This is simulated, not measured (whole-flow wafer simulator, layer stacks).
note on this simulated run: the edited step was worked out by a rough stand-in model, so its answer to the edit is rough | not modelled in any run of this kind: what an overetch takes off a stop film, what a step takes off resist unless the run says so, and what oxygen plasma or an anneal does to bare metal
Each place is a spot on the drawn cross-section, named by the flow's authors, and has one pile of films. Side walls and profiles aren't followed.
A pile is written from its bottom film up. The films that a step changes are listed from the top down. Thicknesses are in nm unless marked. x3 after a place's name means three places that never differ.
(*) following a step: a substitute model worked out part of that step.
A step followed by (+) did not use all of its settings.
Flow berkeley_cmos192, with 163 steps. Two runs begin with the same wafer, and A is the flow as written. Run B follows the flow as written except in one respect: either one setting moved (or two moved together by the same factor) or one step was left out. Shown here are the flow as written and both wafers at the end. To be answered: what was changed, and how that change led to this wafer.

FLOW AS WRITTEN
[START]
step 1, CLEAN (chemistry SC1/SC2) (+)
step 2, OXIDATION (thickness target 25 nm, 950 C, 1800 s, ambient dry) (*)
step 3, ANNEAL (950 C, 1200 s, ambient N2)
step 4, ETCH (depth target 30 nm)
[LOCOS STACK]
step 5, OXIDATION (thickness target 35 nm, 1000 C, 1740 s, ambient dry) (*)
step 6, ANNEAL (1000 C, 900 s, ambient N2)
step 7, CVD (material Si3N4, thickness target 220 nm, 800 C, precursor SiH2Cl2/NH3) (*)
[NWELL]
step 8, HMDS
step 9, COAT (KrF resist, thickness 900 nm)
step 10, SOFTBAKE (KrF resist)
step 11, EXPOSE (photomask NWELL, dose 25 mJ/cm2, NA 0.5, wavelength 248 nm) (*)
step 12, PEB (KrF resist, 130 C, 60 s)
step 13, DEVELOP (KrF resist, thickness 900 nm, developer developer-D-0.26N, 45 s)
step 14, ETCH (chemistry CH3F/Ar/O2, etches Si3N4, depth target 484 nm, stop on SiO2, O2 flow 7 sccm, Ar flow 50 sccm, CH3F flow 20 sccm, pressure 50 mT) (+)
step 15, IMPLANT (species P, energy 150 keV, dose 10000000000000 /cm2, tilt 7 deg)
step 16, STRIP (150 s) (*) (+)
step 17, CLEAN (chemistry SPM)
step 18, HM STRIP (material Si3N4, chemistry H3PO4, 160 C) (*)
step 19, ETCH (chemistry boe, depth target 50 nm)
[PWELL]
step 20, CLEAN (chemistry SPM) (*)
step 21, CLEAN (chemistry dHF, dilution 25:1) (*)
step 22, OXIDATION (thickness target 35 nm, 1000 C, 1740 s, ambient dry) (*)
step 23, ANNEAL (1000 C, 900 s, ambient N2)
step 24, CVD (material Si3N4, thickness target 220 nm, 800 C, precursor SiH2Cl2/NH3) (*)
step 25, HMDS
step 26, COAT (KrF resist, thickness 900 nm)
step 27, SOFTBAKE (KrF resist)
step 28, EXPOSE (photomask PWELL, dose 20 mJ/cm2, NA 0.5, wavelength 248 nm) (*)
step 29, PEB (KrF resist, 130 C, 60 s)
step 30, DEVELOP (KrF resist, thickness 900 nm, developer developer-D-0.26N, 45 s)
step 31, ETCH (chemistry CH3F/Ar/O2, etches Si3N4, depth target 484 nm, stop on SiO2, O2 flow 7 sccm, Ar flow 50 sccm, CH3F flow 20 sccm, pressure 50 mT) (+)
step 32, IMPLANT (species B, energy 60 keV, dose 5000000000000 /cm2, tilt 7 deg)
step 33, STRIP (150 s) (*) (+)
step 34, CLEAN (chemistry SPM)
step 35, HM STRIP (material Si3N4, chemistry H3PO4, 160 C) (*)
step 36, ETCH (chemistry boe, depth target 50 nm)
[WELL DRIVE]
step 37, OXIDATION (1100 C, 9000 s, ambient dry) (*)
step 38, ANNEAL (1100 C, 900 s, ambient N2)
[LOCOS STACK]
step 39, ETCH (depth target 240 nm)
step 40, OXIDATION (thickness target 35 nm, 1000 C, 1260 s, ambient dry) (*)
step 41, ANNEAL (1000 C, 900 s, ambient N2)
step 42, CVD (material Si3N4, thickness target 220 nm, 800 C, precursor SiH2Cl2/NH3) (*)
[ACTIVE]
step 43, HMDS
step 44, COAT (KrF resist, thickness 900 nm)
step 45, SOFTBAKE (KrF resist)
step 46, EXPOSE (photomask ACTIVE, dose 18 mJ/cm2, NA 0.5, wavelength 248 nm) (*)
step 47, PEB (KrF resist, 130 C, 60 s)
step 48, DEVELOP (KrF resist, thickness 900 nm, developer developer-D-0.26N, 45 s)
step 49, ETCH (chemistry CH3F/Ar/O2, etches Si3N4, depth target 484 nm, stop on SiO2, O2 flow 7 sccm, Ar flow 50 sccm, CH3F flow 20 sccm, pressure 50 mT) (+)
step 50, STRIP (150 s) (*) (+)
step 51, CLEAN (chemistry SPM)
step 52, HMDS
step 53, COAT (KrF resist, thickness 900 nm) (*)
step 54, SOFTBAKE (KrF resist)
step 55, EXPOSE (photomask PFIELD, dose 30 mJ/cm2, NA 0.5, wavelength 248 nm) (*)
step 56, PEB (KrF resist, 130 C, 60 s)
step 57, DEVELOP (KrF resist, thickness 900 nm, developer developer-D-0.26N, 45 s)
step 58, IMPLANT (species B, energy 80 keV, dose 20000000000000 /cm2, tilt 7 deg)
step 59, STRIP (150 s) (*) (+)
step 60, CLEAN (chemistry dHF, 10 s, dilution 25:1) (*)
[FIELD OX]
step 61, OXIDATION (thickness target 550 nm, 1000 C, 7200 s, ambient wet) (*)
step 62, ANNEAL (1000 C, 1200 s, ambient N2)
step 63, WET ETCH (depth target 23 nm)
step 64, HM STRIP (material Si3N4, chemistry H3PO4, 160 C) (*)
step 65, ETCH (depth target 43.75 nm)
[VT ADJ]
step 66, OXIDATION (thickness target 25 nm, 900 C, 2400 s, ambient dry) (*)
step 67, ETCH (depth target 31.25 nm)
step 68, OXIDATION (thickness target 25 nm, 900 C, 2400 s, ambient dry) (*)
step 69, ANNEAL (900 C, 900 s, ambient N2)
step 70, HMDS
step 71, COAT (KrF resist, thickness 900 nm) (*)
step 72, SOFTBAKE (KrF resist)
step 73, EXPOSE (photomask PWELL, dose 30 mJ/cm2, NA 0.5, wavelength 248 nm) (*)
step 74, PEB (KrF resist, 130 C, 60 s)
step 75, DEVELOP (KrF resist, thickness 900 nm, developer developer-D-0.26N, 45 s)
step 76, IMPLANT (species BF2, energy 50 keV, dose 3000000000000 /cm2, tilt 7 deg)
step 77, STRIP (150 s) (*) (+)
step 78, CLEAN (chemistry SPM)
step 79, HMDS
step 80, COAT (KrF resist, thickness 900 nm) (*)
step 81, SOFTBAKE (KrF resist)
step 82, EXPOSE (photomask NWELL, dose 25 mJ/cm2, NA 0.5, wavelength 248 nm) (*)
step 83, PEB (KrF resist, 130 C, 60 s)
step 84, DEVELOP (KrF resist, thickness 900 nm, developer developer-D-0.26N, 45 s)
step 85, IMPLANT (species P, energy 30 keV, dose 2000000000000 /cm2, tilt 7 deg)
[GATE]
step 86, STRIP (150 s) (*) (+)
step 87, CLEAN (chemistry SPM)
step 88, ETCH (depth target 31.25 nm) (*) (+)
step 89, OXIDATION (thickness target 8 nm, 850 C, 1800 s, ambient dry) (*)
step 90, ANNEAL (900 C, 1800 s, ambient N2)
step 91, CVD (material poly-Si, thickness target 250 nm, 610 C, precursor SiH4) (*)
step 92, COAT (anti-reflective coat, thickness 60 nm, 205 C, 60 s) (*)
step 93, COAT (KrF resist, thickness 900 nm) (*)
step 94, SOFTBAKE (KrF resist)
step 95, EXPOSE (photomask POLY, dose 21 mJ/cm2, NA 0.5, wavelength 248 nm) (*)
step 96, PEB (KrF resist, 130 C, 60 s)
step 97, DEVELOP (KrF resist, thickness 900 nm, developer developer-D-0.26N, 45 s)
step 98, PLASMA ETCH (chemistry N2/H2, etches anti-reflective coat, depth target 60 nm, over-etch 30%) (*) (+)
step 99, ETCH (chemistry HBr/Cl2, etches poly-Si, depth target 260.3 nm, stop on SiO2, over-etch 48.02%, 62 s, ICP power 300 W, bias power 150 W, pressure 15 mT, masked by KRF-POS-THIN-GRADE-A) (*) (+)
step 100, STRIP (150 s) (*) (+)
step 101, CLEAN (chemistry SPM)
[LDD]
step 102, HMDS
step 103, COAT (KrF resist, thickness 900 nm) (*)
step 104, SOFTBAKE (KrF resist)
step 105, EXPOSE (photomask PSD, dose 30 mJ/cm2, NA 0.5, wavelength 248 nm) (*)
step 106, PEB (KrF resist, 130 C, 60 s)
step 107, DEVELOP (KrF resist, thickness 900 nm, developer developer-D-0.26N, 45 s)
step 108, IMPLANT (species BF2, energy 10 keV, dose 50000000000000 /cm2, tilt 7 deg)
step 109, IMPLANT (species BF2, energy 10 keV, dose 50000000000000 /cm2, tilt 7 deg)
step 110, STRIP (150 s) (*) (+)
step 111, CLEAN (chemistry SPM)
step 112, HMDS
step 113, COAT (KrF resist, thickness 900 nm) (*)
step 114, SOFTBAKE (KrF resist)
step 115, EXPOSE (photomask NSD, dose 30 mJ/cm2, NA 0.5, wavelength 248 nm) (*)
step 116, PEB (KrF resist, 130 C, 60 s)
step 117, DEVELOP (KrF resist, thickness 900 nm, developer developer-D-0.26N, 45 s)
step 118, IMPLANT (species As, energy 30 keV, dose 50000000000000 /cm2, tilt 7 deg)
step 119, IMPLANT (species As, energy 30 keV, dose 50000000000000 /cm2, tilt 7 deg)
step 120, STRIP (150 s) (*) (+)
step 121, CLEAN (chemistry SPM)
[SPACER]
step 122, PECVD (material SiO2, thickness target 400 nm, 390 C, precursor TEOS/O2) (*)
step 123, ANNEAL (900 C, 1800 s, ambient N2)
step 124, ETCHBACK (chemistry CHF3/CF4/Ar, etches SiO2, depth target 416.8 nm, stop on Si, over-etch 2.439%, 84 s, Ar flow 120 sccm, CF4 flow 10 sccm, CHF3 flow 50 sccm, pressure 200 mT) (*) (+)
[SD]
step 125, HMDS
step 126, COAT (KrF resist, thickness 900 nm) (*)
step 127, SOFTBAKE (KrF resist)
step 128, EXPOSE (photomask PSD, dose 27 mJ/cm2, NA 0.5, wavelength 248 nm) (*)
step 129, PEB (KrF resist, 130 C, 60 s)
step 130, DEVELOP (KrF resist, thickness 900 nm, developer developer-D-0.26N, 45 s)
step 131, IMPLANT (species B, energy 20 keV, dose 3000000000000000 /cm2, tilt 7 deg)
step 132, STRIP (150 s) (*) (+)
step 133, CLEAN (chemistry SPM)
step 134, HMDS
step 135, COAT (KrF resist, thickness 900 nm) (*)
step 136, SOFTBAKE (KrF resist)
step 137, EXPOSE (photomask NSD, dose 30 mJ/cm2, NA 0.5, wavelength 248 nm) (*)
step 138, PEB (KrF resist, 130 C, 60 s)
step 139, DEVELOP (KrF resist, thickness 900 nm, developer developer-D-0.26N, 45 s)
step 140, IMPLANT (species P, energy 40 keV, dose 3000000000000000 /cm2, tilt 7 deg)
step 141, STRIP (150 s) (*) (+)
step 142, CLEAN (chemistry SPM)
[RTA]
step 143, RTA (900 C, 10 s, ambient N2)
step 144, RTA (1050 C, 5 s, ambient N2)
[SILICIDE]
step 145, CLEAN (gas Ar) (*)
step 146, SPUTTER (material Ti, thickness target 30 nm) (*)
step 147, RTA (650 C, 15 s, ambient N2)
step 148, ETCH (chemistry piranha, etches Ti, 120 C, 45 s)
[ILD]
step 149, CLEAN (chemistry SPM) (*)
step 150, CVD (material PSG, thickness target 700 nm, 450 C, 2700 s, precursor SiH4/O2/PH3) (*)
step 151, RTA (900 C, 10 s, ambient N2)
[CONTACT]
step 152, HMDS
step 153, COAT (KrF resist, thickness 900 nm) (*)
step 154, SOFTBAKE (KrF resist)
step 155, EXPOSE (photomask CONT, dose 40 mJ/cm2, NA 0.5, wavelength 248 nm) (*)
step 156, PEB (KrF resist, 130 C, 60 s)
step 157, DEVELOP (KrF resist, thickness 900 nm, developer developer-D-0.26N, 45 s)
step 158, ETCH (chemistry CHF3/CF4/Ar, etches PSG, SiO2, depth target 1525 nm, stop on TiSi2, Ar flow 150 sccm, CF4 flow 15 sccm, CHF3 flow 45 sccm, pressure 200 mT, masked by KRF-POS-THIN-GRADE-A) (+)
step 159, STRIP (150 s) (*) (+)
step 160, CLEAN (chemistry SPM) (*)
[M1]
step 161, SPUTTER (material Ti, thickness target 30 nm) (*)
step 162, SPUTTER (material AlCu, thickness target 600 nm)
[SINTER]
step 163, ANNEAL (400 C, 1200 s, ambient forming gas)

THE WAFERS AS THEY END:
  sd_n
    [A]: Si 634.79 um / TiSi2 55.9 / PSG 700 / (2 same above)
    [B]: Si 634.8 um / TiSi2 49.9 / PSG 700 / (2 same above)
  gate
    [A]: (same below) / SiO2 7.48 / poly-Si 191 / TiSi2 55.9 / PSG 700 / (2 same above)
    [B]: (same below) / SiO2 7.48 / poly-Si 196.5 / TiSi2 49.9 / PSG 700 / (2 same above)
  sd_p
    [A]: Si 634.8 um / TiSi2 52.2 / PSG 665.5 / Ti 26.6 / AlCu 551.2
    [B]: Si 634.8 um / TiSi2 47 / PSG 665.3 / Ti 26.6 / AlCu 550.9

The reason: step 146, SPUTTER: thickness target 27 nm was run, though the flow has thickness target 30 nm.

Step by step, how the change led to this:
  step 146, SPUTTER (material Ti, thickness target 30 nm) (*)
      field, sd_n, spacer_n, gate, spacer_p, gate_p, contact, m1: A Ti gains 30 (new film) | B Ti gains 27 (new film)
      sd_p: A Ti gains 28 (new film) | B Ti gains 25.2 (new film)
  step 147, RTA (650 C, 15 s, ambient N2)
      sd_p: A Ti loses 21.9, TiSi first gains 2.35 (new film), TiSi2 C49 gains 52.1 (new film), Si loses 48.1 | B Ti loses 19.7, TiSi2 C49 gains 50 (new film), Si loses 44.7
      sd_n, contact, m1: A Ti loses 23.4, TiSi first gains 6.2 (new film), TiSi2 C49 gains 50.3 (new film), Si loses 49 | B Ti loses 21.1, TiSi first gains 0.4 (new film), TiSi2 C49 gains 53 (new film), Si loses 47.5
      (as well as at 2 more places)
  step 148, ETCH (chemistry piranha, etches Ti, 120 C, 45 s)
      sd_n, gate, gate_p, contact, m1: A Ti loses 6.6 (all of it), TiSi first loses 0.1 | B Ti loses 5.94 (all of it), TiSi first loses 0.4 (all of it)
      sd_p: A Ti loses 6.17 (all of it), TiSi first loses 0.1 | B Ti loses 5.55 (all of it), TiSi2 C49 loses 0.1
      (as well as at 3 more places)
  step 151, RTA (900 C, 10 s, ambient N2)
      sd_n, contact, m1: A under 1 film: TiSi2 gains 55.9 (new film), TiSi first loses 6.09 (all of it), TiSi2 C49 loses 50.3 (all of it), Si loses 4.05 | B under 1 film: TiSi2 gains 49.9 (new film), TiSi2 C49 loses 53 (all of it)
      gate, gate_p: A under 1 film: TiSi2 gains 55.9 (new film), TiSi first loses 6.09 (all of it), TiSi2 C49 loses 50.3 (all of it), poly-Si loses 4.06 | B under 1 film: TiSi2 gains 49.9 (new film), TiSi2 C49 loses 53 (all of it)
      (as well as at 1 more place)
